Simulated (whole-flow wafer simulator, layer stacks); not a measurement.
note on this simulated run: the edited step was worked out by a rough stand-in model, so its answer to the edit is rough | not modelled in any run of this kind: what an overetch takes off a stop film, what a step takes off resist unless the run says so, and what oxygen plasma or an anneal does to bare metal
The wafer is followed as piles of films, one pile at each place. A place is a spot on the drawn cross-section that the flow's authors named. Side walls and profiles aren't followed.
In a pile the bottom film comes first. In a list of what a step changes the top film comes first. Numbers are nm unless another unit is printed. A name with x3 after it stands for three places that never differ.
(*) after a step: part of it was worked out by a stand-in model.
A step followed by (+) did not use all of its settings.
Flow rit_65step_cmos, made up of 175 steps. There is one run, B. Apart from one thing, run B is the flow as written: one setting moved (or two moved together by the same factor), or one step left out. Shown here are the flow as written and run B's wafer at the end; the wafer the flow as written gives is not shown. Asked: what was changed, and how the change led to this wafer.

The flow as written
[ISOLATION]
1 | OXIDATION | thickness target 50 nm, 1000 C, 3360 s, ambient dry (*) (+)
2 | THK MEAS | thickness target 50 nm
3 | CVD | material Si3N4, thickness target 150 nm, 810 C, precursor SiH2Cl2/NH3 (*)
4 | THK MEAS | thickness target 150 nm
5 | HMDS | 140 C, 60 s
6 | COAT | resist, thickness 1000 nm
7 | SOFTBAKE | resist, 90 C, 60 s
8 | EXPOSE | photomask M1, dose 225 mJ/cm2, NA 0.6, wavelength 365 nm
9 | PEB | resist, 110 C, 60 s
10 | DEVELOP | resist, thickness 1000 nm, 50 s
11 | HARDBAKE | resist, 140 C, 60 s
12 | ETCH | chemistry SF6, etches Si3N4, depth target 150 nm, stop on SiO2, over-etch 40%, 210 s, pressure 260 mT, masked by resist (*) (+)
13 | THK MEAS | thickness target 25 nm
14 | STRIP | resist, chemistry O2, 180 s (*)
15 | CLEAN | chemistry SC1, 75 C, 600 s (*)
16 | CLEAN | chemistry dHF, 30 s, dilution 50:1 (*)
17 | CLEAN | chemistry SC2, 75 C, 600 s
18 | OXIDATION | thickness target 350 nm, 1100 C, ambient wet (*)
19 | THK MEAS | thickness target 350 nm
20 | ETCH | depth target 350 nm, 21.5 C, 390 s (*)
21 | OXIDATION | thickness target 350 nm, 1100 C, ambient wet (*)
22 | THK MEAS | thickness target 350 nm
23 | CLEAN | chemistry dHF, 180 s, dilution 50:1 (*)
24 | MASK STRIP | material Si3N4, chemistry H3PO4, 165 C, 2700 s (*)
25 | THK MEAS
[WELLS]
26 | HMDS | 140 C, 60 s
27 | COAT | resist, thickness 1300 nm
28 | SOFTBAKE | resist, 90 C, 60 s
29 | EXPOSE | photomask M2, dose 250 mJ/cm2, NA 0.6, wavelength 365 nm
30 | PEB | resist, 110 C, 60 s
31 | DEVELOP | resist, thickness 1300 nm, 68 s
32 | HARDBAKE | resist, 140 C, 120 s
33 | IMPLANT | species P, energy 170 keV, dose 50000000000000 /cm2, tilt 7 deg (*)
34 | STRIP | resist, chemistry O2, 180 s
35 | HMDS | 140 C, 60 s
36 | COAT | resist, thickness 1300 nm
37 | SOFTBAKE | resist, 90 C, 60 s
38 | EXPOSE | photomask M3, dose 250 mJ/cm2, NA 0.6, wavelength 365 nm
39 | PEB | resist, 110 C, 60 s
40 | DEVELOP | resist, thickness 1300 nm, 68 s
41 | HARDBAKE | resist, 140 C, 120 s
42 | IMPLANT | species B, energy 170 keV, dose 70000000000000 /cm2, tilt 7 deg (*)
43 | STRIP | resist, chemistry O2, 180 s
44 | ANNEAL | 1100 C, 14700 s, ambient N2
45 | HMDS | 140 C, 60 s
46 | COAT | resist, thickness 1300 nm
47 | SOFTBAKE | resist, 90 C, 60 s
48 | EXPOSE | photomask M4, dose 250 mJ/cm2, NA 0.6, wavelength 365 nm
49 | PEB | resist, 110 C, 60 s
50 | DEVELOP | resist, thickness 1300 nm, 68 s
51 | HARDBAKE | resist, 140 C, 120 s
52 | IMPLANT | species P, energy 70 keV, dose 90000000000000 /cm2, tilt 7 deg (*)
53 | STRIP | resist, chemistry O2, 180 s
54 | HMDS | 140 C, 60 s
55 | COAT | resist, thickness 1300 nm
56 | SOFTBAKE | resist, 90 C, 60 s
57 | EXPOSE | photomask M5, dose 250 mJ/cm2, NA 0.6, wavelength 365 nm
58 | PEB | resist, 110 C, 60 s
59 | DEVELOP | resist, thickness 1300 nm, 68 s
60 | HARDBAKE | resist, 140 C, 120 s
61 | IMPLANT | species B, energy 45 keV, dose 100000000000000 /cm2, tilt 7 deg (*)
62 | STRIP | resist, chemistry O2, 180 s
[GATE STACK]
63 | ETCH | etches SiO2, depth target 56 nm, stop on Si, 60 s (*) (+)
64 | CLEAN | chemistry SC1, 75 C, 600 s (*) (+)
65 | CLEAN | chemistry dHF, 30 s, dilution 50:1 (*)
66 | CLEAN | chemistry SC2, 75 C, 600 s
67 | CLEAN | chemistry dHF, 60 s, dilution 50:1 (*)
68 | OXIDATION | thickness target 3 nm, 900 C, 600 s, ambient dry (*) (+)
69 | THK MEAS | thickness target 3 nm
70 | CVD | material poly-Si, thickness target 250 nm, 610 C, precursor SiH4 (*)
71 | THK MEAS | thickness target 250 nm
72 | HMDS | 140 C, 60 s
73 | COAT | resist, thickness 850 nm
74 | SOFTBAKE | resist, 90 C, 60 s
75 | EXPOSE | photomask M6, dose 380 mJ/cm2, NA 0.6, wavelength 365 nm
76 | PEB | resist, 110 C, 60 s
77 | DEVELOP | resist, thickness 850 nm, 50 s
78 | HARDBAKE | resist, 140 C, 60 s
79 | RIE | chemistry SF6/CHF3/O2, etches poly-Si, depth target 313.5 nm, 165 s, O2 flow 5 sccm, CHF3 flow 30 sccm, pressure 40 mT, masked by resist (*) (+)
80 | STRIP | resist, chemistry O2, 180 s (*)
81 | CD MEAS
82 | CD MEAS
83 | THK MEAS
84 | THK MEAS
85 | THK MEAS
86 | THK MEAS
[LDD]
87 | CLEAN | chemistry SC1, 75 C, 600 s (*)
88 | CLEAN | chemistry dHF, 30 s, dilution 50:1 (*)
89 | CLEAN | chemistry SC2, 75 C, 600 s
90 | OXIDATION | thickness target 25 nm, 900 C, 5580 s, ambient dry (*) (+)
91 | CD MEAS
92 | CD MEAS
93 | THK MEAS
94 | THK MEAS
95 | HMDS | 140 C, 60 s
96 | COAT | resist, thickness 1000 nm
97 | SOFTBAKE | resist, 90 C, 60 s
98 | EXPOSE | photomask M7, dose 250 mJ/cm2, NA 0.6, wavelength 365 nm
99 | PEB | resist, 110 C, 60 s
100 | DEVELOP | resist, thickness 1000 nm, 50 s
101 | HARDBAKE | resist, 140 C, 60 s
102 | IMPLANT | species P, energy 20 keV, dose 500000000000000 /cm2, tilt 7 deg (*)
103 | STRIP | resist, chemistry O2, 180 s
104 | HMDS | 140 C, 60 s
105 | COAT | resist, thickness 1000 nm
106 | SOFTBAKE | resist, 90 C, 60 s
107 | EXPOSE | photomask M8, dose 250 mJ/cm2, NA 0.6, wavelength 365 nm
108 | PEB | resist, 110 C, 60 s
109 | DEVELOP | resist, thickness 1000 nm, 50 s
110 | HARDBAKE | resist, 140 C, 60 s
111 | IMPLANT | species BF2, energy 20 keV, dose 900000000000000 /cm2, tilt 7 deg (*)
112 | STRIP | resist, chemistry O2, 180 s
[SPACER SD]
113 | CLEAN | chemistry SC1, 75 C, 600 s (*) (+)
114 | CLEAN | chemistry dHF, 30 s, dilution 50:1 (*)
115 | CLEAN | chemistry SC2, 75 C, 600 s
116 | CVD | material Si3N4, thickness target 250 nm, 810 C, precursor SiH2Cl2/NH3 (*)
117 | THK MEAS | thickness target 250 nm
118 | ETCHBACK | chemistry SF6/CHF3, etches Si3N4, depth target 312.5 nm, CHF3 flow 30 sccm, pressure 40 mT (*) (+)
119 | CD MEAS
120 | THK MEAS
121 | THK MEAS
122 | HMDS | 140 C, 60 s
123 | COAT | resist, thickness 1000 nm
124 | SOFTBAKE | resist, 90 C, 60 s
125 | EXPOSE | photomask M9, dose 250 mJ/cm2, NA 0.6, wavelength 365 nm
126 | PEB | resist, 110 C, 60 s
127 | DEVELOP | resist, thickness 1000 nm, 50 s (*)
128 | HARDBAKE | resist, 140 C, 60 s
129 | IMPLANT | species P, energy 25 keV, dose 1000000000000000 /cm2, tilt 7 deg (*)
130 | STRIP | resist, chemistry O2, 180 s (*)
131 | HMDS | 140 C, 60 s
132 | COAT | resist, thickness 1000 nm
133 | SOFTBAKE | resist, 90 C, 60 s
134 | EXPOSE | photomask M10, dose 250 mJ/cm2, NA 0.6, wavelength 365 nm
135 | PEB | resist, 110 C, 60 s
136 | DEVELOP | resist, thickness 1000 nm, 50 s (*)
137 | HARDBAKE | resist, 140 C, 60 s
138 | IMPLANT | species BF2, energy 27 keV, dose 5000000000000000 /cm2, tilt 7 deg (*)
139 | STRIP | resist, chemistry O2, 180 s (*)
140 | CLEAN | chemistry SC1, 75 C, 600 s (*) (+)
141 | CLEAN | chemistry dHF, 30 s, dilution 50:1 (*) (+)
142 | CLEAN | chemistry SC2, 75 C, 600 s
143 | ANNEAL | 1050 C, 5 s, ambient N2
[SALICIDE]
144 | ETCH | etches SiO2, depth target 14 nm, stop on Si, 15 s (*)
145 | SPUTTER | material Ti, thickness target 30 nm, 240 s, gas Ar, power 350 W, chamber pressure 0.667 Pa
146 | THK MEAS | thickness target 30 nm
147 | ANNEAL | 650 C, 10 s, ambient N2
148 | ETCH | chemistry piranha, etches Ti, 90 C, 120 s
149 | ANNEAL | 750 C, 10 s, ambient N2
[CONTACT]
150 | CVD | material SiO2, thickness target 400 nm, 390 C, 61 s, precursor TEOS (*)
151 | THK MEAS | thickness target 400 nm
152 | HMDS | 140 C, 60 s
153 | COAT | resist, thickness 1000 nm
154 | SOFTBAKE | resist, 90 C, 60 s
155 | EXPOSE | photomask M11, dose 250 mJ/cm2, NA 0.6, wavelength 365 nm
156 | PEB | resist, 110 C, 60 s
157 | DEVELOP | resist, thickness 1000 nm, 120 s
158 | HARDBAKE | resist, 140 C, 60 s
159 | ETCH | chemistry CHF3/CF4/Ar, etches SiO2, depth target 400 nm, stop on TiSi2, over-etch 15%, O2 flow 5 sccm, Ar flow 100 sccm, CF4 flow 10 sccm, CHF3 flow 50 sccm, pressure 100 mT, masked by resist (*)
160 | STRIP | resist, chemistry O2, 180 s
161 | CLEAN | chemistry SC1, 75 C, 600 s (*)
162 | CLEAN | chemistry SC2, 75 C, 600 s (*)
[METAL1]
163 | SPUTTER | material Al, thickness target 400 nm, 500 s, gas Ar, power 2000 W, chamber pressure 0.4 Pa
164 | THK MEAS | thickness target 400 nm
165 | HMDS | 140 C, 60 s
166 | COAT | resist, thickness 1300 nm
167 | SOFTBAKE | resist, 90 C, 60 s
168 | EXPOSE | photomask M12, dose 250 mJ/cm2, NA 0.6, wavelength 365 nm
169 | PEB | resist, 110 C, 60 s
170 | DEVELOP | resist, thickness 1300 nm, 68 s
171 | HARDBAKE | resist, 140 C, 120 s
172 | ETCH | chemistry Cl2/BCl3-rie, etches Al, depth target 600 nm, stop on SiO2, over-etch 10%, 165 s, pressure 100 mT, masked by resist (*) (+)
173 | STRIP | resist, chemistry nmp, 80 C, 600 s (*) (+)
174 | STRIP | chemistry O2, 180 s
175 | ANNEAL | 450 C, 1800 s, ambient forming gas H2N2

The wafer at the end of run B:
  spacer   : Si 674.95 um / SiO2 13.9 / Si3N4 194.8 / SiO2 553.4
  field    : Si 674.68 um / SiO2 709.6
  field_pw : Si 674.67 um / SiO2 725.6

The reason: step 150, CVD: thickness target 590 nm was run, though the flow has thickness target 400 nm; step 150, CVD: 90 s was run, where the flow has 61 s.

How this came from the change, step by step:
  150 | CVD | material SiO2, thickness target 400 nm, 390 C, 61 s, precursor TEOS (*)
      field, field_pw, field_nw, field_p: SiO2 gains 590 (in the flow as written it would be: SiO2 gains 400)
      spacer, spacer_p: SiO2 gains 590 (new film) (in the flow as written it would be: SiO2 gains 400 (new film))
      (also at 2 further places)
